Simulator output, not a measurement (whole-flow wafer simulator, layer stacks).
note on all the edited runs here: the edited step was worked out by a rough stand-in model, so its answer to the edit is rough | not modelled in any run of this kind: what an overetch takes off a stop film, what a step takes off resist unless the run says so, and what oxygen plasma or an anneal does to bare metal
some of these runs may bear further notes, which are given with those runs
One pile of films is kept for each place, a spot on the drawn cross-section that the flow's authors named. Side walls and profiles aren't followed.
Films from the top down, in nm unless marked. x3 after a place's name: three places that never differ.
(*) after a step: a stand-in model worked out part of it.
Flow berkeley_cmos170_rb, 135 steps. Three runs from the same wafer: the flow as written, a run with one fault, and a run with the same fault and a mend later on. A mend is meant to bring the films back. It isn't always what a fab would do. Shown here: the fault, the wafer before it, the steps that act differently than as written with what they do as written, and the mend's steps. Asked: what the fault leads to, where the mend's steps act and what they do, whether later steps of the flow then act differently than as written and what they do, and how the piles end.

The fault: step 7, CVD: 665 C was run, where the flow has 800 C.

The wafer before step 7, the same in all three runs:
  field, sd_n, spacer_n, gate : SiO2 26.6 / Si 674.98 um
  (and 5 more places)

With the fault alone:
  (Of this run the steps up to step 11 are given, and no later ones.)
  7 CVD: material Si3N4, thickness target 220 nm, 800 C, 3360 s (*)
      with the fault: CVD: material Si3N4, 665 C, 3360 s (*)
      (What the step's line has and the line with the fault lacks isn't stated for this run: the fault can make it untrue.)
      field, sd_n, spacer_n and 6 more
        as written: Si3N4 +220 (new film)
        with the fault: Si3N4 +16 (new film)
  No later step of the flow up to step 11 acts differently than as written at any place that is followed.
  After step 11 the piles differ from the flow's by more than 2% or 0.5 nm, whichever is larger, at field, sd_n, spacer_n and 6 more.
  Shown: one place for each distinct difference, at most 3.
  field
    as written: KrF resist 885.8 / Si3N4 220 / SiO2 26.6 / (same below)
    with the fault: KrF resist 885.8 / Si3N4 16 / SiO2 26.6 / (same below)
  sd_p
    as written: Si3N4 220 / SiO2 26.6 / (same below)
    with the fault: Si3N4 16 / SiO2 26.6 / (same below)

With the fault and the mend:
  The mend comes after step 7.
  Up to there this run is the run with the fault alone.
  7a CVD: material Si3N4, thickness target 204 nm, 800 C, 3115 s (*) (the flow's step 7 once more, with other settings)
      field, sd_n, spacer_n and 6 more
        Si3N4 +204
  No later step of the flow acts differently than as written, at any place that is followed, by more than 2% or 0.5 nm, whichever is larger.
  At the end the piles are the same as the flow's at every place that both follow.
